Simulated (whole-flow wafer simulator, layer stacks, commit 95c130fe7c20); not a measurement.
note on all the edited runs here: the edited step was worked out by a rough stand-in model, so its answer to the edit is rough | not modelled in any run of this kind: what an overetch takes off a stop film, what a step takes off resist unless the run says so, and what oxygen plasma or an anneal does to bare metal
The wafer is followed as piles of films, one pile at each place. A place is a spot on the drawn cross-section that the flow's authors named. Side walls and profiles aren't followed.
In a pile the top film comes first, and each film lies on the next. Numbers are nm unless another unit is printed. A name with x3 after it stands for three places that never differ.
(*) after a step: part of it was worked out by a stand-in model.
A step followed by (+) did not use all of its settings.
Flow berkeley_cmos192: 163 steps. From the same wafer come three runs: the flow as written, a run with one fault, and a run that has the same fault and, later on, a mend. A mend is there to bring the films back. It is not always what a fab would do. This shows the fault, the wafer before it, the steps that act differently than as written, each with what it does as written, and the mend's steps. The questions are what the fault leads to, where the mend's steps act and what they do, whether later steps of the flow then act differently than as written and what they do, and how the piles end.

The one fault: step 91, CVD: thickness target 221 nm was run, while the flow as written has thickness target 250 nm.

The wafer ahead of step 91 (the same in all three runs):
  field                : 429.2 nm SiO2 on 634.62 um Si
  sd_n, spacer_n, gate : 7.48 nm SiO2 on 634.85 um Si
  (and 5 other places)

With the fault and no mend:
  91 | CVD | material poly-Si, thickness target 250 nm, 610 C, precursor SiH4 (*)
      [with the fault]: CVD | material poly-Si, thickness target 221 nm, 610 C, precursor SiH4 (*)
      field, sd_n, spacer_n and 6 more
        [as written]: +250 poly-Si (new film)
        [with the fault]: +221 poly-Si (new film)
  Steps later in the flow that act otherwise than as written (not shown: 18 more steps that differ only slightly, by at most 2% or 0.5 nm, whichever is larger):
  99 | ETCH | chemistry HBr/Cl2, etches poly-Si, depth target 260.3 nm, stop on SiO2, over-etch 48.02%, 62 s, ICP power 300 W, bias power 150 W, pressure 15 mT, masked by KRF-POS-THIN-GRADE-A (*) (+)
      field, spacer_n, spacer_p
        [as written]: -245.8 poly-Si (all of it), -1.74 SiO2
        [with the fault]: -216.8 poly-Si (all of it), -3.97 SiO2
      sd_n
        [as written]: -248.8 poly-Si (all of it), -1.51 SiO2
        [with the fault]: -219.8 poly-Si (all of it), -3.74 SiO2
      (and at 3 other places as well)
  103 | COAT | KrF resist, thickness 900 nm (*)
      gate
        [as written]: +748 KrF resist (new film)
        [with the fault]: +771.9 KrF resist (new film)
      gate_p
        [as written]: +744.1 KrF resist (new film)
        [with the fault]: +767.9 KrF resist (new film)
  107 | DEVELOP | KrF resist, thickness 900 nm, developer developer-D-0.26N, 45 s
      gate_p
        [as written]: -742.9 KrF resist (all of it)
        [with the fault]: -766.7 KrF resist (all of it)
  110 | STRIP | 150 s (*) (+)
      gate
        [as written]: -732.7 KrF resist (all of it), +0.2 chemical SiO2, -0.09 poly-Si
        [with the fault]: -756.5 KrF resist (all of it), +0.2 chemical SiO2, -0.09 poly-Si
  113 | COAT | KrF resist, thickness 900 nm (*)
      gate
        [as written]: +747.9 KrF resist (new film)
        [with the fault]: +771.1 KrF resist (new film)
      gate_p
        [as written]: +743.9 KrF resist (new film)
        [with the fault]: +767.1 KrF resist (new film)
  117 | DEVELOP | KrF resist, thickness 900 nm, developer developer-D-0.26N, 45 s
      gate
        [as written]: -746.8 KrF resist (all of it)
        [with the fault]: -769.9 KrF resist (all of it)
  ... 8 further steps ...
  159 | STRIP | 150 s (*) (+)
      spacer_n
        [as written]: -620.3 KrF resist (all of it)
        [with the fault]: -635.5 KrF resist (all of it)
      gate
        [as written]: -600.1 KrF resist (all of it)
        [with the fault]: -613.7 KrF resist (all of it)
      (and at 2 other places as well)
  At spacer_n, gate, spacer_p, gate_p, the piles at the end differ from the flow's by more than 2% or 0.5 nm, whichever is larger.
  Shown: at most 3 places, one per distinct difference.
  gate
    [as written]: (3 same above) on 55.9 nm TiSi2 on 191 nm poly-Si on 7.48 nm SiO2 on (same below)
    [with the fault]: (3 same above) on 55.9 nm TiSi2 on 162 nm poly-Si on 7.48 nm SiO2 on (same below)
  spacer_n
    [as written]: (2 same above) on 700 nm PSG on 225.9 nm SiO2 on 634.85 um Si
    [with the fault]: (2 same above) on 700 nm PSG on 196.9 nm SiO2 on 634.85 um Si
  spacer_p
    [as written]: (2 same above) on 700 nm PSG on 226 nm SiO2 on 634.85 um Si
    [with the fault]: (2 same above) on 700 nm PSG on 197 nm SiO2 on 634.85 um Si

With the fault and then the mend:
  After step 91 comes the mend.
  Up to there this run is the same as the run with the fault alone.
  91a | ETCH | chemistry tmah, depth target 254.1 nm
      field, sd_n, spacer_n and 6 more
        -221 poly-Si (all of it)
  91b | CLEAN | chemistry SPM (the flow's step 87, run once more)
      alters no film at any place that is followed
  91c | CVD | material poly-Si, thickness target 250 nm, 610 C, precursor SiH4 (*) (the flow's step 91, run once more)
      field, sd_n, spacer_n and 6 more
        +250 poly-Si (new film)
  Later steps of the flow that are run all act as written at every place that is followed.
  By the end, the piles equal the flow's at every place that both follow.
